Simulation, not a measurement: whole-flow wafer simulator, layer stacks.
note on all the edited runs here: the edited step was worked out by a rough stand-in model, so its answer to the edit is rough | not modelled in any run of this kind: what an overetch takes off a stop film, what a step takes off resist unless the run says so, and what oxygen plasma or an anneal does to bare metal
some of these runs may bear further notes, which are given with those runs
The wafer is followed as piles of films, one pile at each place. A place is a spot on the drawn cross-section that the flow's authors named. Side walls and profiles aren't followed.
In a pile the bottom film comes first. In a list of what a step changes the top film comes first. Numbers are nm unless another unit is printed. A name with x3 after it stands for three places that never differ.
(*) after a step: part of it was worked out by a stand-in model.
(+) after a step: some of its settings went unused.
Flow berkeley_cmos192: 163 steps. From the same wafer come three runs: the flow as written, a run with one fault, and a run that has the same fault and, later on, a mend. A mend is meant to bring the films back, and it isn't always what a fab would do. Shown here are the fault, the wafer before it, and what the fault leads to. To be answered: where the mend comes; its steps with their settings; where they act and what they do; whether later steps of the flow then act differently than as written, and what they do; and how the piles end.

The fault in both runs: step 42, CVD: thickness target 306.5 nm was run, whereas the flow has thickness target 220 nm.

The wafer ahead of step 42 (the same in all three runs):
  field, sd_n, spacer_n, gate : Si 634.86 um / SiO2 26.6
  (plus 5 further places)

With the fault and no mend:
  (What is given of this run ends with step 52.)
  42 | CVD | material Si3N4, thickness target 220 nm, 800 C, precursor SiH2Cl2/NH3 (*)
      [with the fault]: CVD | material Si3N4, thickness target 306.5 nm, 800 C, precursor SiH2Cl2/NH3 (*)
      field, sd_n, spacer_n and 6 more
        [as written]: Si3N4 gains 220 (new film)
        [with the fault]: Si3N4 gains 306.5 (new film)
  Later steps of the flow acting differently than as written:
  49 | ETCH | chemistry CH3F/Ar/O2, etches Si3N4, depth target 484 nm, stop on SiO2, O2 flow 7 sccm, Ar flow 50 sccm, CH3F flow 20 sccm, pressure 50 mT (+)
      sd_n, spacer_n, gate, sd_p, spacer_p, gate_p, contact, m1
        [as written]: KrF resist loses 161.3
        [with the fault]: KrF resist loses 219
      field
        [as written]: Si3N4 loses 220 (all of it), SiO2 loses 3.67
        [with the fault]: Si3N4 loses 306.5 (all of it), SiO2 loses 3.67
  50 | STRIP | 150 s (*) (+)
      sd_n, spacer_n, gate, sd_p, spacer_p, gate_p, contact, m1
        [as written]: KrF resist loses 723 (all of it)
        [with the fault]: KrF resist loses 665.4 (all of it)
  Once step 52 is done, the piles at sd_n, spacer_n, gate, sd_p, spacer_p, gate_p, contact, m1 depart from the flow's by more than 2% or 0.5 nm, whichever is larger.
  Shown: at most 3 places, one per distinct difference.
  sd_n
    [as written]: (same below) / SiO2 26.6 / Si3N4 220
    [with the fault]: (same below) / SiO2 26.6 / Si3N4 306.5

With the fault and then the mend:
  After step 42 comes the mend.
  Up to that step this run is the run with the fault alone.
  42a | ETCH | chemistry h3po4, depth target 352.5 nm
      field, sd_n, spacer_n and 6 more
        Si3N4 loses 306.5 (all of it)
  42b | CLEAN | chemistry SPM (the flow's step 34 again)
      leaves every film unchanged at each place that is followed
  42c | CVD | material Si3N4, thickness target 220 nm, 800 C, precursor SiH2Cl2/NH3 (*) (the flow's step 42 again)
      field, sd_n, spacer_n and 6 more
        Si3N4 gains 220 (new film)
  Later steps of the flow that are run all act as written at every place that is followed.
  By the end, the piles equal the flow's at every place that both follow.
